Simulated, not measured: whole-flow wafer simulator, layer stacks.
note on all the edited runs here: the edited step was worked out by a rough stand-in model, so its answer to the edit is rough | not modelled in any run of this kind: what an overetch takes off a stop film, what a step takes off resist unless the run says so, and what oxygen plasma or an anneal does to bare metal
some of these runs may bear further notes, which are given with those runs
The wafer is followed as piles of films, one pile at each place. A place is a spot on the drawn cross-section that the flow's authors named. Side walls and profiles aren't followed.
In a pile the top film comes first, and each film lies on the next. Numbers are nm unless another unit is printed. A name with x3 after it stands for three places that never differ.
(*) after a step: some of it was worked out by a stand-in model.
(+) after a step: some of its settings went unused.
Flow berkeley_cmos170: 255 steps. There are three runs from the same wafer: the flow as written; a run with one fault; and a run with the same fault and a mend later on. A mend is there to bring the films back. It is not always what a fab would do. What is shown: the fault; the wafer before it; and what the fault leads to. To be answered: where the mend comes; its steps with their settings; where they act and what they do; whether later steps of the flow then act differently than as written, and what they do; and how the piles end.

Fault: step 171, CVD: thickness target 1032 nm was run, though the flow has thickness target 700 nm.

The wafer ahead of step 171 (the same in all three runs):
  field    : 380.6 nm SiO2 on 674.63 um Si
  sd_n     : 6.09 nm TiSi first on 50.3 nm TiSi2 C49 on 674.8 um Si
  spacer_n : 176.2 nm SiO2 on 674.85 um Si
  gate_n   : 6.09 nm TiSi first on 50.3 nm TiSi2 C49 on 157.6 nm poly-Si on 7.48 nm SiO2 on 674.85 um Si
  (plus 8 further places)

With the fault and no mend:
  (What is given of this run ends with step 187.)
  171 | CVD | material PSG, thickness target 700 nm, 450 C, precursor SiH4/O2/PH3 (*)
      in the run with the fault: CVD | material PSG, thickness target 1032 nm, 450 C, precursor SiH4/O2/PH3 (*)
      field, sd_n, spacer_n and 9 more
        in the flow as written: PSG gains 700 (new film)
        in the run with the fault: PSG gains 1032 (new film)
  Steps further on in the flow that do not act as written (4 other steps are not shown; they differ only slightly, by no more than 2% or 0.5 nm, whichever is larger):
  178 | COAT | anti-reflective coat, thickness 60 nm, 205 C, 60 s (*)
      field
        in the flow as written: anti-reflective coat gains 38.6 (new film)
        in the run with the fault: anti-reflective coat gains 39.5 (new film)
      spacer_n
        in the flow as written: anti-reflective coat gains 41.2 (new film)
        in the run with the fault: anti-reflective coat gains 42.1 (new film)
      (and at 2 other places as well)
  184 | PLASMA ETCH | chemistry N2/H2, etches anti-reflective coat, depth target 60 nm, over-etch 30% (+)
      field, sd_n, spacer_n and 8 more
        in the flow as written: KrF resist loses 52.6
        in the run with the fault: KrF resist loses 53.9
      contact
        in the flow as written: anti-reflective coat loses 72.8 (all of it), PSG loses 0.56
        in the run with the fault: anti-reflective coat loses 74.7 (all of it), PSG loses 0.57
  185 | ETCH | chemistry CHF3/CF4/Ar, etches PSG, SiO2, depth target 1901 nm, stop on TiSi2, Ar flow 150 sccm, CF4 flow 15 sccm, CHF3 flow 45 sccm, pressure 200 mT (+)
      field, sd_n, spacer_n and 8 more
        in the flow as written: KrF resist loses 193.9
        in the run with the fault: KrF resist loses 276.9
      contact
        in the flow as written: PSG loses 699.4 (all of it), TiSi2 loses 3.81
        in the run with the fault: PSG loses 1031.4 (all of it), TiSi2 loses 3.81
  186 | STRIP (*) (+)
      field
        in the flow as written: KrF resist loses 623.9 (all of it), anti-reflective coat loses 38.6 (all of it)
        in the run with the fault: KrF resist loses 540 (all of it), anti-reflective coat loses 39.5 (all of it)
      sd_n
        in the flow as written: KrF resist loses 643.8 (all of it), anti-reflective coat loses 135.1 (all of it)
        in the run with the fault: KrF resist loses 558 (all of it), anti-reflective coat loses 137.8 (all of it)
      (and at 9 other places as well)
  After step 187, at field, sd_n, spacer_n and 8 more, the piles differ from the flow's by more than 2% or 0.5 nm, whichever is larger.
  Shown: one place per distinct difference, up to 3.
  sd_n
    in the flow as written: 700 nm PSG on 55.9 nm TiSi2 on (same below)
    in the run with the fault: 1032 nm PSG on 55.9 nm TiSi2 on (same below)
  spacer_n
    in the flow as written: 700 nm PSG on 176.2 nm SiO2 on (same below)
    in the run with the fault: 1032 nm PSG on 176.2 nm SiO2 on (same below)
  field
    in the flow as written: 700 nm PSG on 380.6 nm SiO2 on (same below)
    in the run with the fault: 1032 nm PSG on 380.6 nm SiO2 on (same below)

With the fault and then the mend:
  The mend follows step 171.
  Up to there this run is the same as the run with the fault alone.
  171a | ETCH | chemistry boe, depth target 332 nm
      field, sd_n, spacer_n and 9 more
        PSG loses 332
  None of the later steps of the flow differs from how it acts as written, at any place that is followed, by more than 2% or 0.5 nm, whichever is larger.
  When the end is reached, the piles differ only a little from the flow's at the places that both follow, at most by 2% or 0.5 nm, whichever is larger.
